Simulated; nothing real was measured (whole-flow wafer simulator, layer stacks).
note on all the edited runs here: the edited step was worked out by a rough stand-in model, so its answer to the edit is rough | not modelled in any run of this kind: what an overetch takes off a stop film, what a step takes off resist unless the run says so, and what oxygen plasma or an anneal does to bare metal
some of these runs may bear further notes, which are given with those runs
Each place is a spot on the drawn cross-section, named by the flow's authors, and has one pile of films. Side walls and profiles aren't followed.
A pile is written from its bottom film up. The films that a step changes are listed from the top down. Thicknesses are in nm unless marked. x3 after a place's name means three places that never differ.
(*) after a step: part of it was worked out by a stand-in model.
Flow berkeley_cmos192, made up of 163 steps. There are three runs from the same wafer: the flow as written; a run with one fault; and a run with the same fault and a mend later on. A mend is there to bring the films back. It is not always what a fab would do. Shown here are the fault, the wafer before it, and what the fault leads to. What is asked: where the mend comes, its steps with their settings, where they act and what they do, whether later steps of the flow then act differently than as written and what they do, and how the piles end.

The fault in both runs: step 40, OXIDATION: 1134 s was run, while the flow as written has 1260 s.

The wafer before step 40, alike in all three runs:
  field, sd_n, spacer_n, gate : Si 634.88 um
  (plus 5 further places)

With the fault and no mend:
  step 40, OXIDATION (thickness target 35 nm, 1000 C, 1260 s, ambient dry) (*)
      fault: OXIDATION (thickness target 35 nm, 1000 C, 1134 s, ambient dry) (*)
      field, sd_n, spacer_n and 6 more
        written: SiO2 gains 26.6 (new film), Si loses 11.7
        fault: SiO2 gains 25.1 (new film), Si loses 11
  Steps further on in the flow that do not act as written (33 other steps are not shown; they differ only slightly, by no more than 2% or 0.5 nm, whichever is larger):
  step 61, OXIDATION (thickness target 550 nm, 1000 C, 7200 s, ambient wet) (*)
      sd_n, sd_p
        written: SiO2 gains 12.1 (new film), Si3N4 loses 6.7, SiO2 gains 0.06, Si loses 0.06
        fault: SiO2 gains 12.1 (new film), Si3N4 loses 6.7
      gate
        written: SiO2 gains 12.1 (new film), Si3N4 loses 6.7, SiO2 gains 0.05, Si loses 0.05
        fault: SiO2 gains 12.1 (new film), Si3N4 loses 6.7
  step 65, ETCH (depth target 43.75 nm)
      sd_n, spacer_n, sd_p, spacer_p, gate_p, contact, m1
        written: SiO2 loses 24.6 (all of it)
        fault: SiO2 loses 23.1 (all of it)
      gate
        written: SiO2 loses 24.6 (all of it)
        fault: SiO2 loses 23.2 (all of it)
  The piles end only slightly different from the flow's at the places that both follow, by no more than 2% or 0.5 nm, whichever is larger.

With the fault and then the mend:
  After step 40 comes the mend.
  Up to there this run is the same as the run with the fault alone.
  step 40a, OXIDATION (thickness target 35 nm, 1000 C, 126 s, ambient dry) (*) (the flow's step 40, run once more with other settings)
      field, sd_n, spacer_n and 6 more
        SiO2 gains 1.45, Si loses 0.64
  None of the later steps of the flow acts differently than as written at any place that is followed.
  By the end, the piles equal the flow's at every place that both follow.
